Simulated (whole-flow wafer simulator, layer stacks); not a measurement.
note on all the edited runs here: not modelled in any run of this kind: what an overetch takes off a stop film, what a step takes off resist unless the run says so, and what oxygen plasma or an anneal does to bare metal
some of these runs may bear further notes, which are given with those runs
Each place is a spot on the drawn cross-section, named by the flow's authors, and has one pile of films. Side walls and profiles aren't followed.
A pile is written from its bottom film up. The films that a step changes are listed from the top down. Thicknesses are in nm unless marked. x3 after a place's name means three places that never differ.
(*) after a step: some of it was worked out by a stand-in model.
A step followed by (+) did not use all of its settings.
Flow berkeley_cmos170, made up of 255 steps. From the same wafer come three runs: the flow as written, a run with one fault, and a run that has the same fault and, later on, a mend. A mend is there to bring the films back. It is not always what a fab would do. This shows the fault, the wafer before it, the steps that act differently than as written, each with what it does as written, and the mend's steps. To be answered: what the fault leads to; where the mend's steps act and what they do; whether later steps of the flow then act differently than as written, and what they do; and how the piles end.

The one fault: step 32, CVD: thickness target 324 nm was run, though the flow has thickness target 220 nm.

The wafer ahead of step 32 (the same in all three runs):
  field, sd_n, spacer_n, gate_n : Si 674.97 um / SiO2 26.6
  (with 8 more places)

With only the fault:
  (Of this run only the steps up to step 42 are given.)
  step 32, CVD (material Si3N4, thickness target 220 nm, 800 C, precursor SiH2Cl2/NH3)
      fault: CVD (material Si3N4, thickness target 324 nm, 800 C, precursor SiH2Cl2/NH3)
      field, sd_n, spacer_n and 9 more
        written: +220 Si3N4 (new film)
        fault: +324 Si3N4 (new film)
  Later steps of the flow acting differently than as written:
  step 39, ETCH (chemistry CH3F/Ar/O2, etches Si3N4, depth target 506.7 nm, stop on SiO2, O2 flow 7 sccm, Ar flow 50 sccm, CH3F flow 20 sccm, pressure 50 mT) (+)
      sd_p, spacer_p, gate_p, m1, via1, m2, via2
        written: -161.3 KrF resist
        fault: -230.7 KrF resist
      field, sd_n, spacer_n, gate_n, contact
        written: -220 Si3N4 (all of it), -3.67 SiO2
        fault: -324 Si3N4 (all of it), -3.67 SiO2
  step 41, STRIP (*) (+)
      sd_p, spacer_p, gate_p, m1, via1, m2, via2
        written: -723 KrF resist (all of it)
        fault: -653.7 KrF resist (all of it)
  Once step 42 is done, the piles at sd_p, spacer_p, gate_p, m1, via1, m2, via2 depart from the flow's by more than 2% or 0.5 nm, whichever is larger.
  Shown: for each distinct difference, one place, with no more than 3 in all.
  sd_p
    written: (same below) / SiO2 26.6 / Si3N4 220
    fault: (same below) / SiO2 26.6 / Si3N4 324

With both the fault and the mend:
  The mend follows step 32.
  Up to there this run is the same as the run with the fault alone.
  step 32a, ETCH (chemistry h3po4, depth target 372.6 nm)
      field, sd_n, spacer_n and 9 more
        -324 Si3N4 (all of it)
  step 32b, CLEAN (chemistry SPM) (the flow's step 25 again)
      alters no film at any place that is followed
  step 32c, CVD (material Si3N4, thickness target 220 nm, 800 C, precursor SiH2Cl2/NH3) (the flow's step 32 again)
      field, sd_n, spacer_n and 9 more
        +220 Si3N4 (new film)
  Later steps of the flow that are run all act as written at every place that is followed.
  At every place that both follow, the piles at the end match the flow's.
